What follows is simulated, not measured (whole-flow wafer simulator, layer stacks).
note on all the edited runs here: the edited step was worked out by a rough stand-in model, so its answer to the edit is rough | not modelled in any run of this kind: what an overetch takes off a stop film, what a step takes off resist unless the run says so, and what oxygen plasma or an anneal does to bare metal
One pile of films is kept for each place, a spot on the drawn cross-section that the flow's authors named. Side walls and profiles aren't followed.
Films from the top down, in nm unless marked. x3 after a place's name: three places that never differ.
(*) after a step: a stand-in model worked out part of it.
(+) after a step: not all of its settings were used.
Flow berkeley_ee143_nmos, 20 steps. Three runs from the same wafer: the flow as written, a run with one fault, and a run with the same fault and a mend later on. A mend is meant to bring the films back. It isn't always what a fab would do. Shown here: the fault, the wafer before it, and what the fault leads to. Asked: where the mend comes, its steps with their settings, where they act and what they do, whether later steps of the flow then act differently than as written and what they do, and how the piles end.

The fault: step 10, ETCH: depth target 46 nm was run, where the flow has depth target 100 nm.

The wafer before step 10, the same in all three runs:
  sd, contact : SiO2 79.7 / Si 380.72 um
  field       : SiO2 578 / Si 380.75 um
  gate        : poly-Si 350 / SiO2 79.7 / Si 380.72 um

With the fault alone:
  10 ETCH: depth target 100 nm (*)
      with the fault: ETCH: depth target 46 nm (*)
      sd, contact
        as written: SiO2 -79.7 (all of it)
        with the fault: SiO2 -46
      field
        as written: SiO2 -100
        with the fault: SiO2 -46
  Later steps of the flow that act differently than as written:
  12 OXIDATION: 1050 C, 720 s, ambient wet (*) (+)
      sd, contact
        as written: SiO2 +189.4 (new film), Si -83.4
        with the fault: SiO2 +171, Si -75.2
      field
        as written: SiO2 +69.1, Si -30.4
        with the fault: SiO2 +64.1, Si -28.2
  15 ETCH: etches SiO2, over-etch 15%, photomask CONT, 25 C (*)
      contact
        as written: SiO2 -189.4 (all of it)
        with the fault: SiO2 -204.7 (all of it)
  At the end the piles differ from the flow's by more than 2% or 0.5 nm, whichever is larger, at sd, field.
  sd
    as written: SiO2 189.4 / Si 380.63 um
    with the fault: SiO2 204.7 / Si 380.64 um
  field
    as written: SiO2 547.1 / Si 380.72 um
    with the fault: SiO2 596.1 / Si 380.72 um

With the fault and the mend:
  The mend comes after step 10.
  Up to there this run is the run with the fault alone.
  10a ETCH: depth target 54 nm (*) (the flow's step 10 once more, with other settings)
      sd, contact
        SiO2 -33.7 (all of it)
      field
        SiO2 -54
  No later step of the flow acts differently than as written at any place that is followed.
  At the end the piles are the same as the flow's at every place that both follow.
